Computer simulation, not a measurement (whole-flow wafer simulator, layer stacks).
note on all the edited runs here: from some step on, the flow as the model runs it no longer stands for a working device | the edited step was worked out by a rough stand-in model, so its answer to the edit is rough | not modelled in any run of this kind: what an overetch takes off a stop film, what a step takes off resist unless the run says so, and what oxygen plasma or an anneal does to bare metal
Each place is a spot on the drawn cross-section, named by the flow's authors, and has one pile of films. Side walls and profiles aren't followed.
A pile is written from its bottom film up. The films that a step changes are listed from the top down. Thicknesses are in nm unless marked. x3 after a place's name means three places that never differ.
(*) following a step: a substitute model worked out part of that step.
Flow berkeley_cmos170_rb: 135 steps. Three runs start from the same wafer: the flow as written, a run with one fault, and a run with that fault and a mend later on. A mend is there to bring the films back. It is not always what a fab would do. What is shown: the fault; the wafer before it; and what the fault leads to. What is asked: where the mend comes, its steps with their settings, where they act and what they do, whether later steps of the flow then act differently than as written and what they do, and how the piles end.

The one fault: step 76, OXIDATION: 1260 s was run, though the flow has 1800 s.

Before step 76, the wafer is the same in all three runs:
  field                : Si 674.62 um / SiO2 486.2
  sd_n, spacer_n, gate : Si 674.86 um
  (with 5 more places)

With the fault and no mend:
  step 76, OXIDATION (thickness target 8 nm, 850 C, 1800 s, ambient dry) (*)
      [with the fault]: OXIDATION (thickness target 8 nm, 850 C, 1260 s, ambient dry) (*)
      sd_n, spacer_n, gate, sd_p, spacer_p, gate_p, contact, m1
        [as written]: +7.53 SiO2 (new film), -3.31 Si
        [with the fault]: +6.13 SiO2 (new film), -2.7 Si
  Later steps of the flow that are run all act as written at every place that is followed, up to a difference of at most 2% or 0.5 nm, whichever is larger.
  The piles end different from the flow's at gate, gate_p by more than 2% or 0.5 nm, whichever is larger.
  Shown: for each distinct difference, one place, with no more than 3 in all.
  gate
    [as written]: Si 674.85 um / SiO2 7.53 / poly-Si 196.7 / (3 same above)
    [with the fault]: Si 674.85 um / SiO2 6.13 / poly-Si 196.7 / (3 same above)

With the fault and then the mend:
  The mend follows step 76.
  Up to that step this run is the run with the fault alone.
  step 76a, OXIDATION (thickness target 8 nm, 850 C, 540 s, ambient dry) (*) (a further turn of the flow's step 76, with different settings)
      sd_n, spacer_n, gate, sd_p, spacer_p, gate_p, contact, m1
        +1.4 SiO2, -0.62 Si
      field
        +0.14 SiO2, -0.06 Si
  Later steps of the flow that are run all act as written at every place that is followed.
  The piles end the same as the flow's at every place that both follow.
